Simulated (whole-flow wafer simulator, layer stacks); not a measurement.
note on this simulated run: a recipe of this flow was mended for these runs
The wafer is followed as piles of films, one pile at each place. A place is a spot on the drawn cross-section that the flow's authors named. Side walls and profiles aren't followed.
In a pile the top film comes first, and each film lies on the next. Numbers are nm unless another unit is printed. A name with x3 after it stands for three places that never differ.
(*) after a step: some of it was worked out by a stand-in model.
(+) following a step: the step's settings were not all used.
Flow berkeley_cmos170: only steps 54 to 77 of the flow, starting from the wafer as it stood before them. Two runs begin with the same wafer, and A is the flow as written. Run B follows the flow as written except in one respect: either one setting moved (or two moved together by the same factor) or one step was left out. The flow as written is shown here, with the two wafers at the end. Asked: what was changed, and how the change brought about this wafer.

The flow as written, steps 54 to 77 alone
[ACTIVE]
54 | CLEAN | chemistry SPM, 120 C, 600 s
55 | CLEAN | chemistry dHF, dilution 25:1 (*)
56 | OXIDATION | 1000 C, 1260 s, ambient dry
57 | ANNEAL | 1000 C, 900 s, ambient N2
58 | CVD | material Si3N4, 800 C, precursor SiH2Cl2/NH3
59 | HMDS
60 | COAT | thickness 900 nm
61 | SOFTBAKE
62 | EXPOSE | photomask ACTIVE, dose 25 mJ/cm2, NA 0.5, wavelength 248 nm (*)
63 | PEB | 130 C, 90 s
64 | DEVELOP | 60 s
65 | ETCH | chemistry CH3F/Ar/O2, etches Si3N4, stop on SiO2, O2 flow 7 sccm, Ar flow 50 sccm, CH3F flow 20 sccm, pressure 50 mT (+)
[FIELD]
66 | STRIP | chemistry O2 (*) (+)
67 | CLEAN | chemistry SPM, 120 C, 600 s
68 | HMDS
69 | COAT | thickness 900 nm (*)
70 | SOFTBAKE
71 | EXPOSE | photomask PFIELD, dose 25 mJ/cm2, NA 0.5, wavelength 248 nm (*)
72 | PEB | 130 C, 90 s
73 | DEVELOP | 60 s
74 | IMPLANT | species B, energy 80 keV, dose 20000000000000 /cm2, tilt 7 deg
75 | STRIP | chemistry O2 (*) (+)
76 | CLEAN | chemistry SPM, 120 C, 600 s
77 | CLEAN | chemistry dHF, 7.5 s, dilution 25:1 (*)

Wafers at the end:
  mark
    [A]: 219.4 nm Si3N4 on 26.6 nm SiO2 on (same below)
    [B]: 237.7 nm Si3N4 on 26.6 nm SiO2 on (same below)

What caused this: step 58, CVD: 808 C was run, though the flow has 800 C.

Step by step, how the change led to this:
  58 | CVD | material Si3N4, 800 C, precursor SiH2Cl2/NH3
      field, mark, sd_n and 10 more: A +220 Si3N4 (new film) | B +238.2 Si3N4 (new film)
  65 | ETCH | chemistry CH3F/Ar/O2, etches Si3N4, stop on SiO2, O2 flow 7 sccm, Ar flow 50 sccm, CH3F flow 20 sccm, pressure 50 mT (+)
      mark, sd_n, spacer_n and 9 more: A -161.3 KrF-resist | B -173.5 KrF-resist
      field: A -220 Si3N4 (all of it), -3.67 SiO2 | B -238.2 Si3N4 (all of it), -3.67 SiO2
